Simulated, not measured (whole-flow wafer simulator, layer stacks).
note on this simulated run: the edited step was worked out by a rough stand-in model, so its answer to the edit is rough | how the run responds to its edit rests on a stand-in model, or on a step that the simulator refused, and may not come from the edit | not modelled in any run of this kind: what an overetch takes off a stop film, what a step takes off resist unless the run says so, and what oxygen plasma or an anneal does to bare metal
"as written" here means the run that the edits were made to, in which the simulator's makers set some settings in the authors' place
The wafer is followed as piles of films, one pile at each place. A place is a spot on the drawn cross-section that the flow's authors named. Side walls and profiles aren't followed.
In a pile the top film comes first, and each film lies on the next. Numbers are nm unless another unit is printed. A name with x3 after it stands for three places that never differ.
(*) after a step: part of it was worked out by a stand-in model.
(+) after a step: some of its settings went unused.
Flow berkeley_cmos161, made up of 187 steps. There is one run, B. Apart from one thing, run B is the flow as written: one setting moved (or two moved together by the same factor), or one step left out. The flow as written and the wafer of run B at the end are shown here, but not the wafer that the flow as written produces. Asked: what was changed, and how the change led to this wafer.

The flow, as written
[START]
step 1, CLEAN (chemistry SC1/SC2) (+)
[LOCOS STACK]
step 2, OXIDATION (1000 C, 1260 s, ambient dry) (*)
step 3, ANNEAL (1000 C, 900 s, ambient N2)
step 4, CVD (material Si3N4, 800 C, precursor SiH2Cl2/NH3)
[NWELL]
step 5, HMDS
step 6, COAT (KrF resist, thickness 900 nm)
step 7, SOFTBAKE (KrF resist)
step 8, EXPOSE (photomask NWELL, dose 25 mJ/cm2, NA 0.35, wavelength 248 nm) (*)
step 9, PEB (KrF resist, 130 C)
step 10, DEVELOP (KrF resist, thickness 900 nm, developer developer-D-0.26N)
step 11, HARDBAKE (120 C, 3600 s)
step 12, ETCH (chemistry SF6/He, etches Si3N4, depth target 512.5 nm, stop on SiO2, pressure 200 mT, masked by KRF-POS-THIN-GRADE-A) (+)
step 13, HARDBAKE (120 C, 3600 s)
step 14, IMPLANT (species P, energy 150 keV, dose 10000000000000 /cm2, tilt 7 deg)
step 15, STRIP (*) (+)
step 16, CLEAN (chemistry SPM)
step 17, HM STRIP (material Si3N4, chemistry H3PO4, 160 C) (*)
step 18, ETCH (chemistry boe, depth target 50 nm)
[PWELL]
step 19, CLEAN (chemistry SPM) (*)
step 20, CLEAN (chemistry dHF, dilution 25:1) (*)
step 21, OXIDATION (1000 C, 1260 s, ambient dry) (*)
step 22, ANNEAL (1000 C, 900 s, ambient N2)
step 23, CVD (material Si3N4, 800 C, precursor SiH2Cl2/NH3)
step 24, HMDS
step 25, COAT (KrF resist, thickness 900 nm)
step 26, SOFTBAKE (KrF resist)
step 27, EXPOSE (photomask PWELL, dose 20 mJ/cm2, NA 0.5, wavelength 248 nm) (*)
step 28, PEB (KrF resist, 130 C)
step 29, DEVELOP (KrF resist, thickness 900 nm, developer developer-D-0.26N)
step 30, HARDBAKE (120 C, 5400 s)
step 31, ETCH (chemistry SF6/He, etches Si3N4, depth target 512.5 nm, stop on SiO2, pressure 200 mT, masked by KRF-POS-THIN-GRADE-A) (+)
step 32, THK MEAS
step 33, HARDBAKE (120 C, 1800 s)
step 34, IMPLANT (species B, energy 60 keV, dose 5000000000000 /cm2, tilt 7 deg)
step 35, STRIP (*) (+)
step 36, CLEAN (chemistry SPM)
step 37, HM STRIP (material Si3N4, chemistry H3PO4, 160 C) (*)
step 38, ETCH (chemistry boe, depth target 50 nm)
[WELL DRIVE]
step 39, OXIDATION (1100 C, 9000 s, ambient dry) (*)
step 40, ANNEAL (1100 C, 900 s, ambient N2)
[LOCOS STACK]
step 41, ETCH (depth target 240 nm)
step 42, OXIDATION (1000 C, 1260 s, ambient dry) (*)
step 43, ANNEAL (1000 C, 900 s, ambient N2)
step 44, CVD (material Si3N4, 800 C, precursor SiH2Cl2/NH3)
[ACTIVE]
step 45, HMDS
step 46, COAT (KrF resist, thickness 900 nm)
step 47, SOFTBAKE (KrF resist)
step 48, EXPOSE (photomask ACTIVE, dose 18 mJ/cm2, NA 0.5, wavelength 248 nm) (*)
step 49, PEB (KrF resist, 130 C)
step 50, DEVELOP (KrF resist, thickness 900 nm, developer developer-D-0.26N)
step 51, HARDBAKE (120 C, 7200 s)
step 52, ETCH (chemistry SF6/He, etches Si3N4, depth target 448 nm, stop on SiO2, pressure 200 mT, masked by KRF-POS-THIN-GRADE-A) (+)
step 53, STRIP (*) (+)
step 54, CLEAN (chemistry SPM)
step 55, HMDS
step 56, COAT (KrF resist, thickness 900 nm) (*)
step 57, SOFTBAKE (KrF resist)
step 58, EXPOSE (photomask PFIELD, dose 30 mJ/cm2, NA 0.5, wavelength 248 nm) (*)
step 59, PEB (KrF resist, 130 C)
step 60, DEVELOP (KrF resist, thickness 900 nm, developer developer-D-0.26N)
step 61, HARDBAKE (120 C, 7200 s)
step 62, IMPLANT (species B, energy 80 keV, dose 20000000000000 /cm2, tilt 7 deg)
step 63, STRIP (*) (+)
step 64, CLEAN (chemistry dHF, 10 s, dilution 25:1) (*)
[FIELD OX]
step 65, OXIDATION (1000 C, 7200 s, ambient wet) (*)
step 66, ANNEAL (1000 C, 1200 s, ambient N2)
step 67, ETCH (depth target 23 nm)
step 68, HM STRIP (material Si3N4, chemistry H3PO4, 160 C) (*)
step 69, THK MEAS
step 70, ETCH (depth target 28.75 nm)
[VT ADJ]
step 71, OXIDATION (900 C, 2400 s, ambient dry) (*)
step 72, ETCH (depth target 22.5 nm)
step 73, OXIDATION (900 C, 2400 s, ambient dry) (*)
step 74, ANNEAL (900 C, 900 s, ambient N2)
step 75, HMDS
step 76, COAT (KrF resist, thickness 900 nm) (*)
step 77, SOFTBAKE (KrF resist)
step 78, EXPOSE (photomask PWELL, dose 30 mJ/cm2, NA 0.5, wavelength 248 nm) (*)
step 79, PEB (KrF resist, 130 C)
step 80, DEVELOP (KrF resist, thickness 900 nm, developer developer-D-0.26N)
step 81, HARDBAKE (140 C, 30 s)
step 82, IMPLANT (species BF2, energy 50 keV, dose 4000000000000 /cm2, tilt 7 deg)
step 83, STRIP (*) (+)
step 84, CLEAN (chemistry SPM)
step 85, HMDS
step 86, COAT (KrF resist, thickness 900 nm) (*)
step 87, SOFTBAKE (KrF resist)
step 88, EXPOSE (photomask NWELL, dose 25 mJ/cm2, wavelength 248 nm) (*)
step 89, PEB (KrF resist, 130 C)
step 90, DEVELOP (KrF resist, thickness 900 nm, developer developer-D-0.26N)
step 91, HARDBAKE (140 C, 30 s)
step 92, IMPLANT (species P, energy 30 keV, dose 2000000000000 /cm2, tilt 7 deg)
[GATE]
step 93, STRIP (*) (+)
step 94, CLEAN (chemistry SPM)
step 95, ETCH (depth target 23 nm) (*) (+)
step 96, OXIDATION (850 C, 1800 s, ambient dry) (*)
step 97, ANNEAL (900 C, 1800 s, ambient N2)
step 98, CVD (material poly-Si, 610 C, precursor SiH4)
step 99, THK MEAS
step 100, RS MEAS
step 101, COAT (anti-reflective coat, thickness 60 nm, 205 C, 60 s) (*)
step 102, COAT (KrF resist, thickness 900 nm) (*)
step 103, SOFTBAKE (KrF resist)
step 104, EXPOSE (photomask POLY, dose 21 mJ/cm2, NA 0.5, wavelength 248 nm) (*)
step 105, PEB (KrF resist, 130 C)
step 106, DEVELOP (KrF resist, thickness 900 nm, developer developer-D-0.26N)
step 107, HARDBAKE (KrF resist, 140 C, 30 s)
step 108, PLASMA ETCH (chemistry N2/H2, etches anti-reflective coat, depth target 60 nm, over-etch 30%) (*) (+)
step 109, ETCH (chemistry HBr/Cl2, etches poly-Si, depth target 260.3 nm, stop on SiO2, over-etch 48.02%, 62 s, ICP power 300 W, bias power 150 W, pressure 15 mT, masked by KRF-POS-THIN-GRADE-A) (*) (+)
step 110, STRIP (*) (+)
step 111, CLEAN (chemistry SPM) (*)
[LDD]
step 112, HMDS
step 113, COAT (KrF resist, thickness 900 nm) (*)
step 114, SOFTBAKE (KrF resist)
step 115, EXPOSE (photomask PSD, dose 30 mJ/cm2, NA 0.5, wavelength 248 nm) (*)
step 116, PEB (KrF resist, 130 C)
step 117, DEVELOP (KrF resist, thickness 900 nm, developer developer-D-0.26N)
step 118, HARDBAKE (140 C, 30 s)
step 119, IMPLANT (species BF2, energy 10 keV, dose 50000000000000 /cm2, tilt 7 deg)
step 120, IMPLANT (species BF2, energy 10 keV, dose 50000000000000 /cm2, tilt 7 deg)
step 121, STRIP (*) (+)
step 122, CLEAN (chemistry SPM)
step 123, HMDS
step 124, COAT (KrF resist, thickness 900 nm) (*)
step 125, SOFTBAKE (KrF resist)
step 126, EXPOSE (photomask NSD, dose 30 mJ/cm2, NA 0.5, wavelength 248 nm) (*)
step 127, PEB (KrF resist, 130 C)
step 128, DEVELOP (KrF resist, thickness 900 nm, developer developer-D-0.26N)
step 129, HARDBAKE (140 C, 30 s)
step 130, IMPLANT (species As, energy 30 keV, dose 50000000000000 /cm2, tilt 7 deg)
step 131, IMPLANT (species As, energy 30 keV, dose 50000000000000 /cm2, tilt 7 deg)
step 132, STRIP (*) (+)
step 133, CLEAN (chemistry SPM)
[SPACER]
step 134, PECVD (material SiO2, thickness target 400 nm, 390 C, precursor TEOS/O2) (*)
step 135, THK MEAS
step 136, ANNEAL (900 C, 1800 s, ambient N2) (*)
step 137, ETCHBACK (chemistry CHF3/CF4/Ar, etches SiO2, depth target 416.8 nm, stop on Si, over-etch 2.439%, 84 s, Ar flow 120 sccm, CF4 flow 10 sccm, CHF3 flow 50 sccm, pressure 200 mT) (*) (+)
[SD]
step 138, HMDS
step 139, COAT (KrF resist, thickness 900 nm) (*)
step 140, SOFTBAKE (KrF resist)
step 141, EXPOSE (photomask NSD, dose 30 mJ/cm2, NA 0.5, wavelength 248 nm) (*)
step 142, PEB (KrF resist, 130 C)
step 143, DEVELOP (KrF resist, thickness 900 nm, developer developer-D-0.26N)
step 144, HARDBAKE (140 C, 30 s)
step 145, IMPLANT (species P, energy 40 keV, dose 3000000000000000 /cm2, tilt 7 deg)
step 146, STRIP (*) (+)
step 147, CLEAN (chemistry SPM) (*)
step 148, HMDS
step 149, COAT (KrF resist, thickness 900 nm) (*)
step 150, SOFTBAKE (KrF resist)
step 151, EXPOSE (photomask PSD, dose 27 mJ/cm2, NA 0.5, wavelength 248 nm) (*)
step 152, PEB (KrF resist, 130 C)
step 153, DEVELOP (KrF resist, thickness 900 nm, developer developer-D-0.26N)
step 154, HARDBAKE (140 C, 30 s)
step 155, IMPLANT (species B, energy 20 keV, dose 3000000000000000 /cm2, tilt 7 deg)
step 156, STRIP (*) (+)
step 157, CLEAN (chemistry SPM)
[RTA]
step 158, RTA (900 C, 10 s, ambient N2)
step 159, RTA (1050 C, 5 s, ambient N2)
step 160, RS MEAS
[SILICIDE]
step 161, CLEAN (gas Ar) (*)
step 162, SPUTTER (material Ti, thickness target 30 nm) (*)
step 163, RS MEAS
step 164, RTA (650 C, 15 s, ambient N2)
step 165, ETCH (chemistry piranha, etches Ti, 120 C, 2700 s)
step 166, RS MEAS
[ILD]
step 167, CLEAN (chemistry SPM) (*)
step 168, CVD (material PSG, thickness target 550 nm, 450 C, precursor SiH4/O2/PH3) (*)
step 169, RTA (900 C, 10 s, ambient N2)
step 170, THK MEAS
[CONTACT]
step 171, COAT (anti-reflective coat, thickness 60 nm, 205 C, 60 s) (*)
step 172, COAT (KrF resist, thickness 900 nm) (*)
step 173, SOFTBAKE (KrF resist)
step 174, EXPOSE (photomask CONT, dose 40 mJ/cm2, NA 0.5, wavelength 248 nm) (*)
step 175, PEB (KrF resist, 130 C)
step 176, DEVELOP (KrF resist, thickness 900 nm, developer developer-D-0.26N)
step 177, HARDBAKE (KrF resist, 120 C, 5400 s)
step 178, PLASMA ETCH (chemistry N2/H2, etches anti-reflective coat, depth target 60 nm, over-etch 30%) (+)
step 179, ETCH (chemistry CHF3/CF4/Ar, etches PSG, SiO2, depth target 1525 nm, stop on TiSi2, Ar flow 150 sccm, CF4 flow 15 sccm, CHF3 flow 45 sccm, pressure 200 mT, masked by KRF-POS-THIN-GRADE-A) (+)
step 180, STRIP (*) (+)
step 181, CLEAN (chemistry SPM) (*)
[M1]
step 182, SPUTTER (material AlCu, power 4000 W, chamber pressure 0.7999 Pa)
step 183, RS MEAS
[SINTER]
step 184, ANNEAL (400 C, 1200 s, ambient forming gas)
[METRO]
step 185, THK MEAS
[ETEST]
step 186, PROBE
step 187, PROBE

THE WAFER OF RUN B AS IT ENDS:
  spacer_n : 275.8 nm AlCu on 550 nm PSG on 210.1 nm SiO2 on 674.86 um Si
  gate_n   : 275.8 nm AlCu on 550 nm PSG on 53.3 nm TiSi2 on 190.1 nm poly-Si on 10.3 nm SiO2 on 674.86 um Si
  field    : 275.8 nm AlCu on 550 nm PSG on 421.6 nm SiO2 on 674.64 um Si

What caused this: step 95, ETCH: depth target 9.775 nm was run, though the flow has depth target 23 nm.

The path from the change to this, step by step:
  step 95, ETCH (depth target 23 nm) (*) (+)
      sd_n, spacer_n, gate_n, sd_p, spacer_p, gate_p, contact, m1: SiO2 loses 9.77 (it would be, as written: SiO2 loses 14.9 (all of it))
      field: SiO2 loses 9.78 (it would be, as written: SiO2 loses 23)
  step 96, OXIDATION (850 C, 1800 s, ambient dry) (*)
      sd_n, spacer_n, gate_n, sd_p, spacer_p, gate_p, contact, m1: SiO2 gains 5.15, Si loses 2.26 (it would be, as written: SiO2 gains 7.48 (new film), Si loses 3.29)
  step 101, COAT (anti-reflective coat, thickness 60 nm, 205 C, 60 s) (*)
      sd_n: anti-reflective coat gains 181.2 (new film) (it would be, as written: anti-reflective coat gains 173.5 (new film))
      spacer_n: anti-reflective coat gains 27 (new film) (it would be, as written: anti-reflective coat gains 28.7 (new film))
      (as well as at 4 more places)
  step 108, PLASMA ETCH (chemistry N2/H2, etches anti-reflective coat, depth target 60 nm, over-etch 30%) (*) (+)
      sd_n: anti-reflective coat loses 181.2 (all of it), poly-Si loses 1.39 (it would be, as written: anti-reflective coat loses 173.5 (all of it), poly-Si loses 1.33)
      spacer_n: anti-reflective coat loses 27 (all of it), poly-Si loses 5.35 (it would be, as written: anti-reflective coat loses 28.7 (all of it), poly-Si loses 5.05)
      (as well as at 2 more places)
  step 110, STRIP (*) (+)
      gate_n: chemical SiO2 gains 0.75 (new film), KrF resist loses 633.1 (all of it), anti-reflective coat loses 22 (all of it), poly-Si loses 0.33 (it would be, as written: chemical SiO2 gains 0.75 (new film), KrF resist loses 626.8 (all of it), anti-reflective coat loses 23.7 (all of it), poly-Si loses 0.33)
      gate_p: chemical SiO2 gains 0.75 (new film), KrF resist loses 601.9 (all of it), anti-reflective coat loses 27 (all of it), poly-Si loses 0.33 (it would be, as written: chemical SiO2 gains 0.75 (new film), KrF resist loses 598.2 (all of it), anti-reflective coat loses 27.9 (all of it), poly-Si loses 0.33)
  step 171, COAT (anti-reflective coat, thickness 60 nm, 205 C, 60 s) (*)
      sd_n: anti-reflective coat gains 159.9 (new film) (it would be, as written: anti-reflective coat gains 149.7 (new film))
      m1: anti-reflective coat gains 100.7 (new film) (it would be, as written: anti-reflective coat gains 97.8 (new film))
  step 180, STRIP (*) (+)
      sd_n: KrF resist loses 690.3 (all of it), anti-reflective coat loses 159.9 (all of it) (it would be, as written: KrF resist loses 692.5 (all of it), anti-reflective coat loses 149.7 (all of it))
      m1: KrF resist loses 744.4 (all of it), anti-reflective coat loses 100.7 (all of it) (it would be, as written: KrF resist loses 739.9 (all of it), anti-reflective coat loses 97.8 (all of it))
